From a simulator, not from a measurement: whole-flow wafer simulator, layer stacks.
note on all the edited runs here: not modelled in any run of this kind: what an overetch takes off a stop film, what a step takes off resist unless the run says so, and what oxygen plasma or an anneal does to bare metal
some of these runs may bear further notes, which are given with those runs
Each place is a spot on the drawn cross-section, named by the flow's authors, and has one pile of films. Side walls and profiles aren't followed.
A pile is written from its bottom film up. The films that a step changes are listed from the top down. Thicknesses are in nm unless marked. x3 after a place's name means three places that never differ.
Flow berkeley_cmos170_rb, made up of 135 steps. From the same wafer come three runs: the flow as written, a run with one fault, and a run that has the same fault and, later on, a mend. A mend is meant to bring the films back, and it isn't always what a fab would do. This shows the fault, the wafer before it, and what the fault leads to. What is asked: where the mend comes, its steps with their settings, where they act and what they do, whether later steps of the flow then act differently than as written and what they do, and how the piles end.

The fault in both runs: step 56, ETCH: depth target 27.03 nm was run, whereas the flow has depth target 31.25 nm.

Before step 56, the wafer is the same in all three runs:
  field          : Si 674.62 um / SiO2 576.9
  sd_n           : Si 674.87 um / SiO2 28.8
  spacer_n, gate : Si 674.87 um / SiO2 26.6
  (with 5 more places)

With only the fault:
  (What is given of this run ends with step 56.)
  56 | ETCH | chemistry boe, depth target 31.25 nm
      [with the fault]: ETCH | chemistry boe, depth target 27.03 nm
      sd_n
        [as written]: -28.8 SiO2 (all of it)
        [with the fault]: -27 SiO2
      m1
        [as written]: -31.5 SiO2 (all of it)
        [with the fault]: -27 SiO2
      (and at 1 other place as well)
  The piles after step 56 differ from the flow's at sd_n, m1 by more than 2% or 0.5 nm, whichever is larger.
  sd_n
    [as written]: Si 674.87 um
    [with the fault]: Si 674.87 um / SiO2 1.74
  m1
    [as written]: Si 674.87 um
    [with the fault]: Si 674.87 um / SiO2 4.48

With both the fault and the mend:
  The mend follows step 56.
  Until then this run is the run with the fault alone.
  56a | ETCH | chemistry boe, depth target 4.219 nm (the flow's step 56 again, with other settings)
      field
        -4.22 SiO2
      sd_n
        -1.74 SiO2 (all of it)
      m1
        -4.48 SiO2 (all of it)
  Later steps of the flow that are run all act as written at every place that is followed, up to a difference of at most 2% or 0.5 nm, whichever is larger.
  The piles end the same as the flow's at every place that both follow.
